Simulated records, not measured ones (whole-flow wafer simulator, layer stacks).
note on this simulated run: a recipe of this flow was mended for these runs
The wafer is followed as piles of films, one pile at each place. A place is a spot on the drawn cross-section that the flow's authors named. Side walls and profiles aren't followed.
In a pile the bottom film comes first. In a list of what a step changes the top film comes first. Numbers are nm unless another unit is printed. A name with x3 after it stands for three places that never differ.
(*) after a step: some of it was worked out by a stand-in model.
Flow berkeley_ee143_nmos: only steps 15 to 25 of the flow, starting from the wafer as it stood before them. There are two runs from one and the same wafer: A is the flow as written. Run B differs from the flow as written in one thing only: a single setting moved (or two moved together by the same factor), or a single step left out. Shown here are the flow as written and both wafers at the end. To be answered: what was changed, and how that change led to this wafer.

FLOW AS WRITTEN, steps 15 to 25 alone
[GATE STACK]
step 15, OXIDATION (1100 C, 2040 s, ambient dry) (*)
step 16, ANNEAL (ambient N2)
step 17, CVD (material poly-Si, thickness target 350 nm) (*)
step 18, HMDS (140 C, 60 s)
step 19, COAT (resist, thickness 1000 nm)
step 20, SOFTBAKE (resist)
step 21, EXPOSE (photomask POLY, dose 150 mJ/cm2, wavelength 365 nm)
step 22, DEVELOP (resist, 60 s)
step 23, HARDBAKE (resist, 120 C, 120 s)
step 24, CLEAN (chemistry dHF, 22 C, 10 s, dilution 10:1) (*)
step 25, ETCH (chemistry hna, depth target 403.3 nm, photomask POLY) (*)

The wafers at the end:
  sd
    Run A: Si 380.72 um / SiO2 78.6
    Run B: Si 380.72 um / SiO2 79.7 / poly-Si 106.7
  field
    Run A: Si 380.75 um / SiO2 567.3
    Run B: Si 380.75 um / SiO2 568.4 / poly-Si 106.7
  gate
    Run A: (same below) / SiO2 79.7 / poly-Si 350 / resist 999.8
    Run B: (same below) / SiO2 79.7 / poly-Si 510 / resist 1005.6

Cause: step 17, CVD: thickness target 510 nm was run, though the flow has thickness target 350 nm.
One can read it off the wafer: gate has poly-Si 510, and step 17 as written asks for 350 nm.

The path from the change to this, step by step:
  step 17, CVD (material poly-Si, thickness target 350 nm) (*)
      gate, sd, contact, field: A poly-Si gains 350 (new film) | B poly-Si gains 510 (new film)
  step 25, ETCH (chemistry hna, depth target 403.3 nm, photomask POLY) (*)
      sd, contact, field: A poly-Si loses 350 (all of it), SiO2 loses 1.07 | B poly-Si loses 403.3
